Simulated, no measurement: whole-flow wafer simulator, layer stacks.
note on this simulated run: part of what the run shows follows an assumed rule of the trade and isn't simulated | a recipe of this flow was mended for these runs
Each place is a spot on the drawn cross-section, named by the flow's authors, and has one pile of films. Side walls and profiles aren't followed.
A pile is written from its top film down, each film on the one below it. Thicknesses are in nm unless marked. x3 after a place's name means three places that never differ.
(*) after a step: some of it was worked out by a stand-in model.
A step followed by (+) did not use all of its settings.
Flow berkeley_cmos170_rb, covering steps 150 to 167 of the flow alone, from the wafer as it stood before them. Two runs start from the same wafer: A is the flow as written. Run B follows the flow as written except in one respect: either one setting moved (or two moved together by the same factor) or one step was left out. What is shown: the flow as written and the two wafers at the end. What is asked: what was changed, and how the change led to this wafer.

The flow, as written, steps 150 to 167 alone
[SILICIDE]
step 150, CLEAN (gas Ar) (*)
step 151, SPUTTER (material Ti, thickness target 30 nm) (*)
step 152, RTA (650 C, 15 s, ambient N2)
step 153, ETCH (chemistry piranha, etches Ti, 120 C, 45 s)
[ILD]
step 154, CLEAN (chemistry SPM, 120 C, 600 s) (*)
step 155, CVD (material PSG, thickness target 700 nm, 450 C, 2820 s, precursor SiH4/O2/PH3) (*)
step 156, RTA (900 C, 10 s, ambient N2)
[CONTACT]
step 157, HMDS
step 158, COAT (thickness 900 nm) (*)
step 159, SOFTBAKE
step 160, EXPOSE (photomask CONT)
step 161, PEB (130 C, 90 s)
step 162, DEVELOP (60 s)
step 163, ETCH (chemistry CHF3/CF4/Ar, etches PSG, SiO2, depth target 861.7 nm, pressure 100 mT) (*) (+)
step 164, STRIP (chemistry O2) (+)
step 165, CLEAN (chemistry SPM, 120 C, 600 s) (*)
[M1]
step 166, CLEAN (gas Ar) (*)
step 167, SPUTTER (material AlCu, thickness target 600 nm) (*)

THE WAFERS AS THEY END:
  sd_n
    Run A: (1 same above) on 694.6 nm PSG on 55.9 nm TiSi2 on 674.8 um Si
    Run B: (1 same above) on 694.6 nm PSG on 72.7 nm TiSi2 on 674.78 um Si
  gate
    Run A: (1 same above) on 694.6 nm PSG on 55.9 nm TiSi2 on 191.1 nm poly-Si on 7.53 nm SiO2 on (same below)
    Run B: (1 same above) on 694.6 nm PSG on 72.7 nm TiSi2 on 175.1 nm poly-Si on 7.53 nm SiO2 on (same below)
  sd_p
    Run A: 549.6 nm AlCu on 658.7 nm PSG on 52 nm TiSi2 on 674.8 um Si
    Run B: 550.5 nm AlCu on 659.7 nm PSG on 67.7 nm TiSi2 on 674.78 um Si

What caused this: step 151, SPUTTER: thickness target 39 nm was run, though the flow has thickness target 30 nm.

The path from the change to this, step by step:
  step 151, SPUTTER (material Ti, thickness target 30 nm) (*)
      field, sd_n, spacer_n, gate, spacer_p, gate_p, contact, m1: A +30 Ti (new film) | B +39 Ti (new film)
      sd_p: A +27.9 Ti (new film) | B +36.3 Ti (new film)
  step 152, RTA (650 C, 15 s, ambient N2)
      sd_n, contact, m1: A -23.4 Ti, +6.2 TiSi first (new film), +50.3 TiSi2 C49 (new film), -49 Si | B -30.4 Ti, +25.8 TiSi first (new film), +39.1 TiSi2 C49 (new film), -51.9 Si
      gate, gate_p: A -23.4 Ti, +6.2 TiSi first (new film), +50.3 TiSi2 C49 (new film), -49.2 poly-Si | B -30.4 Ti, +25.8 TiSi first (new film), +39.1 TiSi2 C49 (new film), -52.1 poly-Si
      (also at 1 further place)
  step 153, ETCH (chemistry piranha, etches Ti, 120 C, 45 s)
      sd_n, gate, gate_p, contact, m1: A -6.6 Ti (all of it), -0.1 TiSi first | B -8.58 Ti (all of it), -0.1 TiSi first
      field, spacer_n, spacer_p: A -30 Ti (all of it) | B -39 Ti (all of it)
      (also at 1 further place)
  step 156, RTA (900 C, 10 s, ambient N2)
      sd_n, contact, m1: A under 1 film: +55.9 TiSi2 (new film), -6.09 TiSi first (all of it), -50.3 TiSi2 C49 (all of it), -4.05 Si | B under 1 film: +72.7 TiSi2 (new film), -25.7 TiSi first (all of it), -39.1 TiSi2 C49 (all of it), -17 Si
      gate, gate_p: A under 1 film: +55.9 TiSi2 (new film), -6.09 TiSi first (all of it), -50.3 TiSi2 C49 (all of it), -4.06 poly-Si | B under 1 film: +72.7 TiSi2 (new film), -25.7 TiSi first (all of it), -39.1 TiSi2 C49 (all of it), -17.1 poly-Si
      (also at 1 further place)
